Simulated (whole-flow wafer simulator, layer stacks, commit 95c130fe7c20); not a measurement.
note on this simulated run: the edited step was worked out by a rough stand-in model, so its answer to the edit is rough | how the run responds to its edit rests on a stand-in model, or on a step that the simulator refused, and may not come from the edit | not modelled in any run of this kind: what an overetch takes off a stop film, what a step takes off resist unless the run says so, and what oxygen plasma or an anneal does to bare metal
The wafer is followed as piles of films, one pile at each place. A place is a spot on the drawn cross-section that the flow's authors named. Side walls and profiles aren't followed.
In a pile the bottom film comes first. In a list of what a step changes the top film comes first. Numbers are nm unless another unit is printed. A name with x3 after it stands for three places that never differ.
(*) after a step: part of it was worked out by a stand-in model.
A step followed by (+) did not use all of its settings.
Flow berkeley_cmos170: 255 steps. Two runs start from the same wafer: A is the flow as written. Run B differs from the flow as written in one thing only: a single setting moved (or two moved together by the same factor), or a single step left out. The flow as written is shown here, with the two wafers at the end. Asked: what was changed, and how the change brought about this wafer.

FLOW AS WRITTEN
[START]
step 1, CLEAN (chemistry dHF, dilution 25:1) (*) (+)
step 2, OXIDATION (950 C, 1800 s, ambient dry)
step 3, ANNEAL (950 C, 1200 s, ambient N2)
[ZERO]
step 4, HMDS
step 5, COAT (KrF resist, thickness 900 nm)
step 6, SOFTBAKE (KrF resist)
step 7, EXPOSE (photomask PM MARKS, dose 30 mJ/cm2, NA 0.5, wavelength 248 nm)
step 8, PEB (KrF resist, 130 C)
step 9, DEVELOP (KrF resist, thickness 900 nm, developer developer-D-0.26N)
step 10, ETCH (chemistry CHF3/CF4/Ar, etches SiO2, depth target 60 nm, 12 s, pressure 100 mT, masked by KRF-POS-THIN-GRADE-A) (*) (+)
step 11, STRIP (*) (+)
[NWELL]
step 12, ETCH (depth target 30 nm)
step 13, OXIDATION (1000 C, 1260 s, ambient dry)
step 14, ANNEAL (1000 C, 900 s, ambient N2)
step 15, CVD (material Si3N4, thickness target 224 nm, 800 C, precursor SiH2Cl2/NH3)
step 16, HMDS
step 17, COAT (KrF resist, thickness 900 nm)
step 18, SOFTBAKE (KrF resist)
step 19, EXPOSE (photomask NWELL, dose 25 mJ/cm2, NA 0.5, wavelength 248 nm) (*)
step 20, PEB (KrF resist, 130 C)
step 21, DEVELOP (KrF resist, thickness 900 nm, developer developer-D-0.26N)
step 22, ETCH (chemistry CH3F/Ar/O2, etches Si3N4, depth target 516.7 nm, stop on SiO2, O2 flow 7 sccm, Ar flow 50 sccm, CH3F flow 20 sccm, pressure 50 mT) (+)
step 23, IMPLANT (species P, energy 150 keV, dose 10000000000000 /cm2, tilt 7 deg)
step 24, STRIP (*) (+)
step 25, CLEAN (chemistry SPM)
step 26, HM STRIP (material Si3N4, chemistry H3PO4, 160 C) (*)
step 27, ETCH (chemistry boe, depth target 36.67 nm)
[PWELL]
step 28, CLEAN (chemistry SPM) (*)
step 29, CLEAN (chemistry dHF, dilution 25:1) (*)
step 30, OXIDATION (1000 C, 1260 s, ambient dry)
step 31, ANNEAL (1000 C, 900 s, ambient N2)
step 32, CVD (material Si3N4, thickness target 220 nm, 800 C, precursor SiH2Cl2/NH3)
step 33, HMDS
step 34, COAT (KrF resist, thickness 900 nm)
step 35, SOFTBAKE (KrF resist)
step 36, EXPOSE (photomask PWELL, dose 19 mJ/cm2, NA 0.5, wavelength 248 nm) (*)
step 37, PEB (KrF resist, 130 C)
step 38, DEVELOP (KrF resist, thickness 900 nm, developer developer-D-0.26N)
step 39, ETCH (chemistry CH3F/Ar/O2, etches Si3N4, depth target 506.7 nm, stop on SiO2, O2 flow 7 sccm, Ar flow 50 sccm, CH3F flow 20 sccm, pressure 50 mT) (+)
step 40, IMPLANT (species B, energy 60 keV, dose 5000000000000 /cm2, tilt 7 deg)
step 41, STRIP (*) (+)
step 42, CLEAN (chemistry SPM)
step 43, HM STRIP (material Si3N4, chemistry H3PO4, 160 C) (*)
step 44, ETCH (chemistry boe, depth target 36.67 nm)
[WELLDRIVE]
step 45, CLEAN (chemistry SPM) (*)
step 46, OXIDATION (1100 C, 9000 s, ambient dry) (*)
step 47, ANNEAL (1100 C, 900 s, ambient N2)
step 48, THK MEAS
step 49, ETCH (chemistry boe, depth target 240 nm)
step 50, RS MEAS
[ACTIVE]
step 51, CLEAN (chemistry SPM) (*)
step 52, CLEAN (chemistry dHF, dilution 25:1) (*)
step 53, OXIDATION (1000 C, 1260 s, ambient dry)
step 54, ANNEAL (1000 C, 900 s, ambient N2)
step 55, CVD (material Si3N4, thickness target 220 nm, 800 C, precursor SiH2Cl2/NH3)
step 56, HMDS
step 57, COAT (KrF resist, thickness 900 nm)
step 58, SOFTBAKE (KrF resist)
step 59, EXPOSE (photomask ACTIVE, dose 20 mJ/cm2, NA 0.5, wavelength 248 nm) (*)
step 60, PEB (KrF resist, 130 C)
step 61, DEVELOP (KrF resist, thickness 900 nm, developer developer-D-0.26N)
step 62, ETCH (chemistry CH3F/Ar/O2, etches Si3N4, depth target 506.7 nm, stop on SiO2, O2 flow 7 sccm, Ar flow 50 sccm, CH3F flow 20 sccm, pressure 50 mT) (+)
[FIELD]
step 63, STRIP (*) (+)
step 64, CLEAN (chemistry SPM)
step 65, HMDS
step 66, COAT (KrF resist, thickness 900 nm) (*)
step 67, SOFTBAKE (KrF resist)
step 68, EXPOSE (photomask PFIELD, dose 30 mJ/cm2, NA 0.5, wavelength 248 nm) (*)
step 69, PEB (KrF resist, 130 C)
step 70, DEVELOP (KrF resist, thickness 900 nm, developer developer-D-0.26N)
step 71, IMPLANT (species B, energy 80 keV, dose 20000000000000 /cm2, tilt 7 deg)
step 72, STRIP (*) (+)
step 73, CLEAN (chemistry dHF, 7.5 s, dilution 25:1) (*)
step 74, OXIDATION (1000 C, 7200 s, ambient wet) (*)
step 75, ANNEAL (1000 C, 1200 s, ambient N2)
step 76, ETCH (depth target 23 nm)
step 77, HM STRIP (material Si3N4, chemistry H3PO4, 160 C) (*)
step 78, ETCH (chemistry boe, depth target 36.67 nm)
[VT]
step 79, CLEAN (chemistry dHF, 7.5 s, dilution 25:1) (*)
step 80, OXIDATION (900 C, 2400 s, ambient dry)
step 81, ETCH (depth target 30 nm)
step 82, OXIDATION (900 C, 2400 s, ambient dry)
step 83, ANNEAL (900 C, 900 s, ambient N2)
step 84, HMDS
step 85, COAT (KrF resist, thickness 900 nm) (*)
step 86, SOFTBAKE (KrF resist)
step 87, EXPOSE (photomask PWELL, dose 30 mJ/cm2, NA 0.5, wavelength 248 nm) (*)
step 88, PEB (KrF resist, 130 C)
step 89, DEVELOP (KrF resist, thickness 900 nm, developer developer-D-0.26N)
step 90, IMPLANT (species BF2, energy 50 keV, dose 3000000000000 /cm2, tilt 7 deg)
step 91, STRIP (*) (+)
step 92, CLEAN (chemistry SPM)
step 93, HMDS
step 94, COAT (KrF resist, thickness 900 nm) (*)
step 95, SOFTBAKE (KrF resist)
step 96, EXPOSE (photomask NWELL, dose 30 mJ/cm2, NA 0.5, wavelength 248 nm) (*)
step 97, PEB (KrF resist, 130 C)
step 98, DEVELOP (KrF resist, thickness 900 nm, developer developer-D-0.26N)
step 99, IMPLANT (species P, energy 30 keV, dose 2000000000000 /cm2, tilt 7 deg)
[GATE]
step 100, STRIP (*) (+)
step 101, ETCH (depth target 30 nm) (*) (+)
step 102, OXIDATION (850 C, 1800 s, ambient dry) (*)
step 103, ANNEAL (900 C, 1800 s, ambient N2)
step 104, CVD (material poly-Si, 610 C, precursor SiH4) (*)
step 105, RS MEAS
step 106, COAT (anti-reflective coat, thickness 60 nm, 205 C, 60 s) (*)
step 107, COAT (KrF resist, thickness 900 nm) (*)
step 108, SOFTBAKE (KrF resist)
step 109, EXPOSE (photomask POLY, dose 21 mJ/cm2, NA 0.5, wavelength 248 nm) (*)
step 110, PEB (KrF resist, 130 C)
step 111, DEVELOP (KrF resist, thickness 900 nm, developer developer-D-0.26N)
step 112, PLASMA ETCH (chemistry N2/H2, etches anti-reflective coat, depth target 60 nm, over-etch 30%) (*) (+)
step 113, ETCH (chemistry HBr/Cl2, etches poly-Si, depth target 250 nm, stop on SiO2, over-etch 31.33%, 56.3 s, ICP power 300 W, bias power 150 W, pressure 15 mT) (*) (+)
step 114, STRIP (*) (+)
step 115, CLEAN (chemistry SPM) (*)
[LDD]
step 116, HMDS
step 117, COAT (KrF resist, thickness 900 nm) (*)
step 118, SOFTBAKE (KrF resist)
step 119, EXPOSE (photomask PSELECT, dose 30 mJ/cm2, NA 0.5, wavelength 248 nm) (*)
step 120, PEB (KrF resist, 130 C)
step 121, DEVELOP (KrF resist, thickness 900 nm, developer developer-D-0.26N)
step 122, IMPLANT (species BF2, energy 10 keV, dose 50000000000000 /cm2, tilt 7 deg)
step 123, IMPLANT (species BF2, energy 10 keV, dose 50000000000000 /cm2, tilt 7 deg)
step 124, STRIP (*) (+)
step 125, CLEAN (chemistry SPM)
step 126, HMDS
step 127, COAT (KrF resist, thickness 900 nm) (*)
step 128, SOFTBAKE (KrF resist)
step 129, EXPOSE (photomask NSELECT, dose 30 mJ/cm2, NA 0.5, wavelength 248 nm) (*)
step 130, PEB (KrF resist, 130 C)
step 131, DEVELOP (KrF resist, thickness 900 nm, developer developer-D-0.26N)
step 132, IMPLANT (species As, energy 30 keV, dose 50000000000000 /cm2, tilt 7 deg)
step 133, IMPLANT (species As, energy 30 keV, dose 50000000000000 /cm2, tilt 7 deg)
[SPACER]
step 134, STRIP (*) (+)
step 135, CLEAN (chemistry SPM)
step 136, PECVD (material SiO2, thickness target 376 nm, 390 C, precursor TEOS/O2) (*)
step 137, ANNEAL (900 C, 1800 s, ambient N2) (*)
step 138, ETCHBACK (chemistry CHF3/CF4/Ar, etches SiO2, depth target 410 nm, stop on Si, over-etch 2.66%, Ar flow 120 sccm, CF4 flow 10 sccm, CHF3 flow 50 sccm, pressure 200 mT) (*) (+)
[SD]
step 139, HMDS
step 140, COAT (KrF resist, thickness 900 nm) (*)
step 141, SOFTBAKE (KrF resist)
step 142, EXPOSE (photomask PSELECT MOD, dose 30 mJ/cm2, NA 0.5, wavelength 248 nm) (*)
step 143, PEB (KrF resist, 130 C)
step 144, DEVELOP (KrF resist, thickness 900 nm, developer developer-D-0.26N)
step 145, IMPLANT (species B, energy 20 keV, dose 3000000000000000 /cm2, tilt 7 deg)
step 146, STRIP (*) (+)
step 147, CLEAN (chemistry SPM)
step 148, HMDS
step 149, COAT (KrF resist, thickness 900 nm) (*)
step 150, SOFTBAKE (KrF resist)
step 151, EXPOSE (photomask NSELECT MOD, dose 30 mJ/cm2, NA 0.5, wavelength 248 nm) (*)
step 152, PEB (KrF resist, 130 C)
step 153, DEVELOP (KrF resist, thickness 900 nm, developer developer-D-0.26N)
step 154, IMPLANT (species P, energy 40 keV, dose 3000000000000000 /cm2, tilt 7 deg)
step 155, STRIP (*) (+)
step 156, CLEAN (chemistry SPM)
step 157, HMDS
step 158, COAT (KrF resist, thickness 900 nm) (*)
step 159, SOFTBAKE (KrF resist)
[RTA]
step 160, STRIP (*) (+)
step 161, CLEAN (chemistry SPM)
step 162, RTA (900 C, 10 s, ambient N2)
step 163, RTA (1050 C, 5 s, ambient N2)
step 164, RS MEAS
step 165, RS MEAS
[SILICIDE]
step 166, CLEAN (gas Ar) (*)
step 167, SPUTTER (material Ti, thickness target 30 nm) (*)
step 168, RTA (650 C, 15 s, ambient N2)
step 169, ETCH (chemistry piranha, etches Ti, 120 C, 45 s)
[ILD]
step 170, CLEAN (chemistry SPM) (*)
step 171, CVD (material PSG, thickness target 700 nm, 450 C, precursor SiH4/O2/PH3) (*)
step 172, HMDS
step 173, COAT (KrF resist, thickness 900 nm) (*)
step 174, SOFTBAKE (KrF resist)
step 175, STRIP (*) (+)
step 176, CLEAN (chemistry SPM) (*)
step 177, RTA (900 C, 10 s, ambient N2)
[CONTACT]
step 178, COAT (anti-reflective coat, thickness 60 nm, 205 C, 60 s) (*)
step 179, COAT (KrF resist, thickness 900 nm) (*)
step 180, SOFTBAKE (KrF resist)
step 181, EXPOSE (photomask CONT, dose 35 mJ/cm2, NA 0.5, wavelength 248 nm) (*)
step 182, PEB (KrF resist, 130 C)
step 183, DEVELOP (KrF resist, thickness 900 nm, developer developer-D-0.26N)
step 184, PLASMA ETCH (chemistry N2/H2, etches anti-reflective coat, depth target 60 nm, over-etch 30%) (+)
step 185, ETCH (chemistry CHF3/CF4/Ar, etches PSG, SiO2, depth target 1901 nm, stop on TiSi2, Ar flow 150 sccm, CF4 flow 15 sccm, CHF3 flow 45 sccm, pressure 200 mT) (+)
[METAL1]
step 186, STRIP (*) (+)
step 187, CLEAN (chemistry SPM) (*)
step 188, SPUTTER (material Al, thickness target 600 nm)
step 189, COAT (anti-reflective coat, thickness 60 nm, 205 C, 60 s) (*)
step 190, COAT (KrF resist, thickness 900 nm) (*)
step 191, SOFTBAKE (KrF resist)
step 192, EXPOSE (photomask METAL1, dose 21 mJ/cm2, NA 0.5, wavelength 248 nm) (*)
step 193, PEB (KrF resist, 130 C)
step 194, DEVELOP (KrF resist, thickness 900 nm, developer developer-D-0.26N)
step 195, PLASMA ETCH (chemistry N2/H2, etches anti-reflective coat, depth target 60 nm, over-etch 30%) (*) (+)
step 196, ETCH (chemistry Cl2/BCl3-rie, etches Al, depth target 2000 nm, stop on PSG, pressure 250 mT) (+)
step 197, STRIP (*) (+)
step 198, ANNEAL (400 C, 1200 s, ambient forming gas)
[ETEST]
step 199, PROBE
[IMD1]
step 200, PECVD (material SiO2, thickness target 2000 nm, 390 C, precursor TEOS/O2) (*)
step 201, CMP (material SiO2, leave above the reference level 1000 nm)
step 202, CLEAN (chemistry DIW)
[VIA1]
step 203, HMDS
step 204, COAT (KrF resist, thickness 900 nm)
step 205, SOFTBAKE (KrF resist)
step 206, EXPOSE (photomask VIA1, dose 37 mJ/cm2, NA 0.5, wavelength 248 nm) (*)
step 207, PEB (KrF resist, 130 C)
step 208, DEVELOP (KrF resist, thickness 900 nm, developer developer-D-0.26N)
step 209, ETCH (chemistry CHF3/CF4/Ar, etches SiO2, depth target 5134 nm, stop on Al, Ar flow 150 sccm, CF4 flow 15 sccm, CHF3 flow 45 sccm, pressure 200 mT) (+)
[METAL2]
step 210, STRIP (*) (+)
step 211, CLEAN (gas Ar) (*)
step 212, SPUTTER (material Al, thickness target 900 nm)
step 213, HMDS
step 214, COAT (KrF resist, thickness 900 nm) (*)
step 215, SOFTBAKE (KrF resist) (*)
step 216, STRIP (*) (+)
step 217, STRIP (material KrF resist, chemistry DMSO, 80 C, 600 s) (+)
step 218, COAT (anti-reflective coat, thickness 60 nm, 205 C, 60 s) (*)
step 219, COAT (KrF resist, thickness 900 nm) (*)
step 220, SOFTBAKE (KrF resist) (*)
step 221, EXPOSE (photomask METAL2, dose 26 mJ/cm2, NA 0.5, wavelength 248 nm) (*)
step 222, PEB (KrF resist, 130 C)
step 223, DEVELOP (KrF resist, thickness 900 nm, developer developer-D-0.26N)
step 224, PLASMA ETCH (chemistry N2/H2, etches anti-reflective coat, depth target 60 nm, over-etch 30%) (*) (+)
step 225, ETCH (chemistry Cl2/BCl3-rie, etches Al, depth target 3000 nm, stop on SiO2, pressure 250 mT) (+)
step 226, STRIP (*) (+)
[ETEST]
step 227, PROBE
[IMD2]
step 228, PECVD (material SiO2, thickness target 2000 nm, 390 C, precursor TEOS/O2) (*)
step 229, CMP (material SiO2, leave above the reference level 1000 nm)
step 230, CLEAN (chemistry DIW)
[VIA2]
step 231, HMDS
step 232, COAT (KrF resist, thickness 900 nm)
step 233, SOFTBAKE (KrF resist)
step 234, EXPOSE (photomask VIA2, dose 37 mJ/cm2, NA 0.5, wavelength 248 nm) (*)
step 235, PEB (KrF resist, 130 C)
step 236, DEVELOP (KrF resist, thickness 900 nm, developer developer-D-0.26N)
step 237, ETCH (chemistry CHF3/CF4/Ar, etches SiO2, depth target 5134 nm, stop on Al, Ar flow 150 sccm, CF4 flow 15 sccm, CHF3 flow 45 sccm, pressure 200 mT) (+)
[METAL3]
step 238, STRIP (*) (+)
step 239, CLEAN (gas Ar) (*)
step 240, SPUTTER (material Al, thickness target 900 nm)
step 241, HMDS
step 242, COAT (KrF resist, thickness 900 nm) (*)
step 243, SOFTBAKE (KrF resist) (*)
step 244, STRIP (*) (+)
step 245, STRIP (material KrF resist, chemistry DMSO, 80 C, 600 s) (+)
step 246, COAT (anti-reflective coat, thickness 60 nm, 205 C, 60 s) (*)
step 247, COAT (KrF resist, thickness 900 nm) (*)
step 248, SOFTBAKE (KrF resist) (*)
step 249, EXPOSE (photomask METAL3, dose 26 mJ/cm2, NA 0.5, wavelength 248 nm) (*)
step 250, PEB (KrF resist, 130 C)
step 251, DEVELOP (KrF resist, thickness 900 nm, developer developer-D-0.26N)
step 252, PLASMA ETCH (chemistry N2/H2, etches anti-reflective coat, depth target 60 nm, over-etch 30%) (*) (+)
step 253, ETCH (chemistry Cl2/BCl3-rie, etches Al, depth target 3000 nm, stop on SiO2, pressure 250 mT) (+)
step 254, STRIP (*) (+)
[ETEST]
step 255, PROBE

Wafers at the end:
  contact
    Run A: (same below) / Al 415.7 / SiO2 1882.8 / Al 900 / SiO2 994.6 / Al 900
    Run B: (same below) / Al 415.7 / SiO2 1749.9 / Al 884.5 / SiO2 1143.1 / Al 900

What caused this: step 200, PECVD: thickness target 1800 nm was run, while the flow as written has thickness target 2000 nm.

How this came from the change, step by step:
  step 200, PECVD (material SiO2, thickness target 2000 nm, 390 C, precursor TEOS/O2) (*)
      field, sd_n, spacer_n and 7 more: A SiO2 gains 2000 (new film) | B SiO2 gains 1800 (new film)
      sd_p: A SiO2 gains 1976.3 (new film) | B SiO2 gains 1779 (new film)
      (also at 1 further place)
  step 201, CMP (material SiO2, leave above the reference level 1000 nm)
      contact: A SiO2 loses 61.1 | B nothing
      m1, via1, m2, via2: A SiO2 loses 1000 | B SiO2 loses 800
      (also at 7 further places)
  step 204, COAT (KrF resist, thickness 900 nm)
      contact: A KrF resist gains 900 (new film) | B KrF resist gains 1020.2 (new film)
  step 210, STRIP (*) (+)
      contact: A KrF resist loses 608.9 (all of it) | B KrF resist loses 729 (all of it)
  step 214, COAT (KrF resist, thickness 900 nm) (*)
      contact: A KrF resist gains 889.8 (new film) | B KrF resist gains 1017.1 (new film)
  step 216, STRIP (*) (+)
      contact: A KrF resist loses 889.8 (all of it) | B KrF resist loses 1017.1 (all of it)
  step 218, COAT (anti-reflective coat, thickness 60 nm, 205 C, 60 s) (*)
      sd_n: A anti-reflective coat gains 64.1 (new film) | B anti-reflective coat gains 31 (new film)
      sd_p: A anti-reflective coat gains 59.7 (new film) | B anti-reflective coat gains 62.2 (new film)
      (also at 1 further place)
  step 219, COAT (KrF resist, thickness 900 nm) (*)
      contact: A KrF resist gains 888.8 (new film) | B KrF resist gains 967.6 (new film)
  step 224, PLASMA ETCH (chemistry N2/H2, etches anti-reflective coat, depth target 60 nm, over-etch 30%) (*) (+)
      contact, m1, via1, m2, via2: A KrF resist loses 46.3 | B KrF resist loses 44.9
      sd_n: A anti-reflective coat loses 64.1 (all of it) | B anti-reflective coat loses 31 (all of it)
      (also at 1 further place)
  step 226, STRIP (*) (+)
      contact: A KrF resist loses 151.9 (all of it), anti-reflective coat loses 62.1 (all of it) | B KrF resist loses 231.9 (all of it), anti-reflective coat loses 98.5 (all of it)
  step 229, CMP (material SiO2, leave above the reference level 1000 nm)
      contact: A SiO2 loses 1000 | B SiO2 loses 851.5
